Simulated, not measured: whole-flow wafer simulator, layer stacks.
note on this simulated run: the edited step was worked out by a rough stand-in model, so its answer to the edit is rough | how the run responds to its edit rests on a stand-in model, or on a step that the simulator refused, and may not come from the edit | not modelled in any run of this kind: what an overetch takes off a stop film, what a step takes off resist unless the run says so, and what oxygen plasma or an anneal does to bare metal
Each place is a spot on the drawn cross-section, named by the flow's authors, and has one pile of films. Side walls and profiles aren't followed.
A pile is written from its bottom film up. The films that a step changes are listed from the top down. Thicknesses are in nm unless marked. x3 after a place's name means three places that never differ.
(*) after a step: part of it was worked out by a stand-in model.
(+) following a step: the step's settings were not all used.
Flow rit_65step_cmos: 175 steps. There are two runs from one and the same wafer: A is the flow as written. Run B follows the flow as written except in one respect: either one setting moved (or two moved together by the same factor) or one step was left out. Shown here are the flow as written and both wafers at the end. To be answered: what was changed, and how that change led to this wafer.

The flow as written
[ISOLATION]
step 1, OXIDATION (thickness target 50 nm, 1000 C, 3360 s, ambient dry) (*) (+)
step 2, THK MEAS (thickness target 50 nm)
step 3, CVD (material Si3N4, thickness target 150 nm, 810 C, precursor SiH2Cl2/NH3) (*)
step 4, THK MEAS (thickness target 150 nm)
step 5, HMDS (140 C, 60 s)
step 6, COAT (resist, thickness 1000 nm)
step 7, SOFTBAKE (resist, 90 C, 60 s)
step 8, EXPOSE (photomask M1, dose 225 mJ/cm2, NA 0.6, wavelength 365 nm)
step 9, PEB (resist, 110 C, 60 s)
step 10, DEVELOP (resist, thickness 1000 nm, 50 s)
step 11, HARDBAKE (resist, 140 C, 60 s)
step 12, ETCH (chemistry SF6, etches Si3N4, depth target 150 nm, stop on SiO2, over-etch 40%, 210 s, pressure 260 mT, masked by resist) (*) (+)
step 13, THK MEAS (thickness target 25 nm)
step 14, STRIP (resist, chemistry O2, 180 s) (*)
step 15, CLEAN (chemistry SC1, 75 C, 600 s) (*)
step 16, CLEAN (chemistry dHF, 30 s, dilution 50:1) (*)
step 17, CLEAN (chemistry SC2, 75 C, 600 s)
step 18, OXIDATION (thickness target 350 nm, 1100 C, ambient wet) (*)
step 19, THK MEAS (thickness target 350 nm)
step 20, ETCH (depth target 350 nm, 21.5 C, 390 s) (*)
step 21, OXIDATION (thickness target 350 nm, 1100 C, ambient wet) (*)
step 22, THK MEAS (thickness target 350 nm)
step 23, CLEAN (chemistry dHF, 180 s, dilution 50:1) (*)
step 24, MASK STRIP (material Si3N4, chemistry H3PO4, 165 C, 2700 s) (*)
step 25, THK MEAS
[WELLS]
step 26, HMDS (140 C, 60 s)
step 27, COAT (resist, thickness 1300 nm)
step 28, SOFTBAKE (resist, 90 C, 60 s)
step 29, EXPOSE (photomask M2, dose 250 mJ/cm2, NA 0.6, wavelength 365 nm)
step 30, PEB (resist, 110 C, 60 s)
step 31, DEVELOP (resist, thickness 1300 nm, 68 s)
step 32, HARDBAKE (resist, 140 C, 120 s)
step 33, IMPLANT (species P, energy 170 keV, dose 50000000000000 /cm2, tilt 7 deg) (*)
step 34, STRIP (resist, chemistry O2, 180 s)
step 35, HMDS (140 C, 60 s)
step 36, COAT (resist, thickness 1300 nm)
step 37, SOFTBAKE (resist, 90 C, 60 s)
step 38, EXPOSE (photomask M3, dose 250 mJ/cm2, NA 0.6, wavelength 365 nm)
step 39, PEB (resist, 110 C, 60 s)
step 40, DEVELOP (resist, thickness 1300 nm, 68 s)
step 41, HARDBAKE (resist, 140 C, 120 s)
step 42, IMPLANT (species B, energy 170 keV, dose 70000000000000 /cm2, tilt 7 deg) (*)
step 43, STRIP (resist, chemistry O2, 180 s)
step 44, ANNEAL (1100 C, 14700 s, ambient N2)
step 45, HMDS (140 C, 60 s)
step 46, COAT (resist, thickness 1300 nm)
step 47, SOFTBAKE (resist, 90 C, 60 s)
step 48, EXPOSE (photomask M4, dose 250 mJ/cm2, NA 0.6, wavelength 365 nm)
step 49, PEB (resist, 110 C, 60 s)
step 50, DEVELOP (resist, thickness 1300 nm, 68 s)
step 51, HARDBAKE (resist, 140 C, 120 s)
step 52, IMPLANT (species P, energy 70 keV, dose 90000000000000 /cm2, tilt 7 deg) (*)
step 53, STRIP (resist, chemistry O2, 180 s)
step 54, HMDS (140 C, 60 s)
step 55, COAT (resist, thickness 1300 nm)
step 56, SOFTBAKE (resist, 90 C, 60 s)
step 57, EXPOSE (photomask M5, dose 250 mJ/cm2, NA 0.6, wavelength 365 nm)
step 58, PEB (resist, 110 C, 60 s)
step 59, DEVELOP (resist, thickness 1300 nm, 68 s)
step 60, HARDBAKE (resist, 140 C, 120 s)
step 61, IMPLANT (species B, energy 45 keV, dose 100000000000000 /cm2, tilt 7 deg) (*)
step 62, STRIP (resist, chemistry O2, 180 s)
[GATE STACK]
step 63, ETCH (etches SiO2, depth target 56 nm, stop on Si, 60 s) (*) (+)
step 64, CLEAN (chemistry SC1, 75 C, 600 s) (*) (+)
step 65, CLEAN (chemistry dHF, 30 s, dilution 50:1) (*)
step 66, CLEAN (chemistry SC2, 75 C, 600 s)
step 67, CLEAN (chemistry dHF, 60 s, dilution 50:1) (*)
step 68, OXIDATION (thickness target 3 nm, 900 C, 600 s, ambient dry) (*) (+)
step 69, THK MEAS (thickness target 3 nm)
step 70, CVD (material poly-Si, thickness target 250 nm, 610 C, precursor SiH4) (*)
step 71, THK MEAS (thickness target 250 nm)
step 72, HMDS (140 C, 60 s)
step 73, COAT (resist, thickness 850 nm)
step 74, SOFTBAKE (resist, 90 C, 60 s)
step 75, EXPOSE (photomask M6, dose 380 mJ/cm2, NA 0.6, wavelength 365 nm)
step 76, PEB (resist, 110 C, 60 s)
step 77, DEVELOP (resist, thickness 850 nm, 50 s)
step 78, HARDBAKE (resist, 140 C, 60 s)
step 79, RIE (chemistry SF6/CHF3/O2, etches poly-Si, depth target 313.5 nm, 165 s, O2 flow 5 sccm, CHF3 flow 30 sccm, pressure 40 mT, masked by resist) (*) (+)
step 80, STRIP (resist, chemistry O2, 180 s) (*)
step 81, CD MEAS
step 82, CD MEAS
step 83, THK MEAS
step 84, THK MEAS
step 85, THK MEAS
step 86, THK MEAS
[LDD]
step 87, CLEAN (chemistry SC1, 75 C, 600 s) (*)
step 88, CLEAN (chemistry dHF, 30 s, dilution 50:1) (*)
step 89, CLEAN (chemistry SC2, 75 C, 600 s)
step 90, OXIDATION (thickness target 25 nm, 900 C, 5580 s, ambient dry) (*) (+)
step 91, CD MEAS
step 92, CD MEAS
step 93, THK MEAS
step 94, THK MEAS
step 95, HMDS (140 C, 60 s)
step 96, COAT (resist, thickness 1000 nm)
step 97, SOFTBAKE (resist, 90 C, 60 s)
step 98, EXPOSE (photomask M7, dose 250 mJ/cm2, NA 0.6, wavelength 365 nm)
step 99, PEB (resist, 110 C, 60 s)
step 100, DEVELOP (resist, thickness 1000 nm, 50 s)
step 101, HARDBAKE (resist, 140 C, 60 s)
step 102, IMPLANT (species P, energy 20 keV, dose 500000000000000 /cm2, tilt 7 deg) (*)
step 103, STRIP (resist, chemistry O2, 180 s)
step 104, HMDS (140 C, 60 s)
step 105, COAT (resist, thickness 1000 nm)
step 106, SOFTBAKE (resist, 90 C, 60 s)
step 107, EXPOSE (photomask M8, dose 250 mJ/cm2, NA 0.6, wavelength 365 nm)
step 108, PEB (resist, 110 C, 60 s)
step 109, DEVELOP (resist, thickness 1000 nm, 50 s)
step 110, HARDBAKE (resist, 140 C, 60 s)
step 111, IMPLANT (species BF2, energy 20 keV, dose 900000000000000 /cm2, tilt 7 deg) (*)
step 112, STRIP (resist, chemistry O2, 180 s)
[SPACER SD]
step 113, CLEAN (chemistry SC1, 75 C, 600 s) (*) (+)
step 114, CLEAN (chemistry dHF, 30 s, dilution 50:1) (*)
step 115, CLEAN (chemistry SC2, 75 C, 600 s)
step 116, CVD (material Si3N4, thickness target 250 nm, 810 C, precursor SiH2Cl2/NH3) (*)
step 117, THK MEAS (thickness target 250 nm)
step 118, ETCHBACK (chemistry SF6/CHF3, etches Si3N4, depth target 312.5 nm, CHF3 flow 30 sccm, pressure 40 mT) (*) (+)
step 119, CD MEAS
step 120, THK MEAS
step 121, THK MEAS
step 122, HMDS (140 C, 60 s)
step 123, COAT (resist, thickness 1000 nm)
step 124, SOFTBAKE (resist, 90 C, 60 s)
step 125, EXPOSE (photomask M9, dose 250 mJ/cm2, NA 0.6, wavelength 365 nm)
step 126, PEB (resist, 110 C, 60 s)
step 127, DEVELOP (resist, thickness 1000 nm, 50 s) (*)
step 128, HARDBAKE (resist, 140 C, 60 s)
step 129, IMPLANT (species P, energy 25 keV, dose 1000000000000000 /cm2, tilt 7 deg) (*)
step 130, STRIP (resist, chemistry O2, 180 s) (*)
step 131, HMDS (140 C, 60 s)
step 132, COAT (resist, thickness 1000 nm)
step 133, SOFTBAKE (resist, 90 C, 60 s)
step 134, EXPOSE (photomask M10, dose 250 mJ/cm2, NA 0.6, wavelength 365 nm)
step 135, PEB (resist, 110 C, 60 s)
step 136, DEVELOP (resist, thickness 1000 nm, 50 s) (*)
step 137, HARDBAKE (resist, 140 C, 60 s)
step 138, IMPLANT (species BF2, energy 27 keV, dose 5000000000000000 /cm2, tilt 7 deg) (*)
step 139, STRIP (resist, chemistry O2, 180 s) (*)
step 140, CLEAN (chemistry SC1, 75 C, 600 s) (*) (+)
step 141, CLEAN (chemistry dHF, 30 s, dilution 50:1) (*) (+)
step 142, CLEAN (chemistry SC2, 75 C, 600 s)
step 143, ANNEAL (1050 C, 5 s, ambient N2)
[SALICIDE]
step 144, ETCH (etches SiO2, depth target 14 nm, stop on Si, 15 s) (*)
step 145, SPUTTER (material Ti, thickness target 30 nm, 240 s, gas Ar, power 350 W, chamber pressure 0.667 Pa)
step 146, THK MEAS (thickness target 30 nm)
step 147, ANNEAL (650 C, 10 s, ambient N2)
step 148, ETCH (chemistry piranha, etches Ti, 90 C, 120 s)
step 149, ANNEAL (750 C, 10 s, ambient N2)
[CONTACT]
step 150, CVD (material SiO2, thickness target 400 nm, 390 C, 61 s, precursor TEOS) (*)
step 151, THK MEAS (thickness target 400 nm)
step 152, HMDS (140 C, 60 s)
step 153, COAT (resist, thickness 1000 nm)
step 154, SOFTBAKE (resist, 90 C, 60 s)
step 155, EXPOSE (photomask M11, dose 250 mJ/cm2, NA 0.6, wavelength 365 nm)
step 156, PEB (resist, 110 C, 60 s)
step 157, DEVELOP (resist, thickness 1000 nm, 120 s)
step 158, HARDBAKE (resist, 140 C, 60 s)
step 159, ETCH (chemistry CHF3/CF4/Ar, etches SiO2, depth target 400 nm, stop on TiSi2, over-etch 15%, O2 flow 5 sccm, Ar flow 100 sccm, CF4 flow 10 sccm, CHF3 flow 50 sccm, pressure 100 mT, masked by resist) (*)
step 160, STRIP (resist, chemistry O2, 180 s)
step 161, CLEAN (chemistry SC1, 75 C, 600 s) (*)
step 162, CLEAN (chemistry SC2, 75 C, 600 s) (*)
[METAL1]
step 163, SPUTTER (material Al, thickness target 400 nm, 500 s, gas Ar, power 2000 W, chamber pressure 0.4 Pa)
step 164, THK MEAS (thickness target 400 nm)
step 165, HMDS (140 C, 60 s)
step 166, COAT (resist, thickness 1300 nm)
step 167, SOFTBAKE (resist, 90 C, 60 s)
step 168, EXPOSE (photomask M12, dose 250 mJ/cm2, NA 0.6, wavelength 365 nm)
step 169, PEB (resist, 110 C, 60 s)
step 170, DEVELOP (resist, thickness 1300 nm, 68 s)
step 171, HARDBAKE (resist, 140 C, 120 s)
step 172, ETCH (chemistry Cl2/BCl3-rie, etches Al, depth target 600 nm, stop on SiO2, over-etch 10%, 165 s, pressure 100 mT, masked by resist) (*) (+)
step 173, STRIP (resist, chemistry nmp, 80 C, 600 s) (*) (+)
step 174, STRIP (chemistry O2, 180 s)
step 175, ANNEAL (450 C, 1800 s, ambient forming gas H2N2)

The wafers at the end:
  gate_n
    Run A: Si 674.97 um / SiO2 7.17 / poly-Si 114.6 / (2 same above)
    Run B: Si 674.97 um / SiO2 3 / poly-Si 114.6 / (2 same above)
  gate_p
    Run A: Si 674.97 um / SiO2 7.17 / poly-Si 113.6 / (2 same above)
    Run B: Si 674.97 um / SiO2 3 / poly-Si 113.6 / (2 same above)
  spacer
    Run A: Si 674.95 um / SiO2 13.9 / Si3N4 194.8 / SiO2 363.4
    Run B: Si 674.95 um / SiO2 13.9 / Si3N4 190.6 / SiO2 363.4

Cause: step 68, OXIDATION: 788 C was run, whereas the flow has 900 C.

How this came from the change, step by step:
  step 68, OXIDATION (thickness target 3 nm, 900 C, 600 s, ambient dry) (*) (+)
      active_n, active_p, gate_n and 7 more: A +7.17 SiO2 (new film), -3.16 Si | B +3 SiO2 (new film), -1.32 Si
  step 79, RIE (chemistry SF6/CHF3/O2, etches poly-Si, depth target 313.5 nm, 165 s, O2 flow 5 sccm, CHF3 flow 30 sccm, pressure 40 mT, masked by resist) (*) (+)
      active_n, active_p, spacer, spacer_p, sd_n, sd_p, contact, m1: A -250 poly-Si (all of it), -7.17 SiO2 (all of it) | B -250 poly-Si (all of it), -3 SiO2 (all of it)
  step 118, ETCHBACK (chemistry SF6/CHF3, etches Si3N4, depth target 312.5 nm, CHF3 flow 30 sccm, pressure 40 mT) (*) (+)
      spacer, spacer_p: A -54 Si3N4 | B -58.2 Si3N4
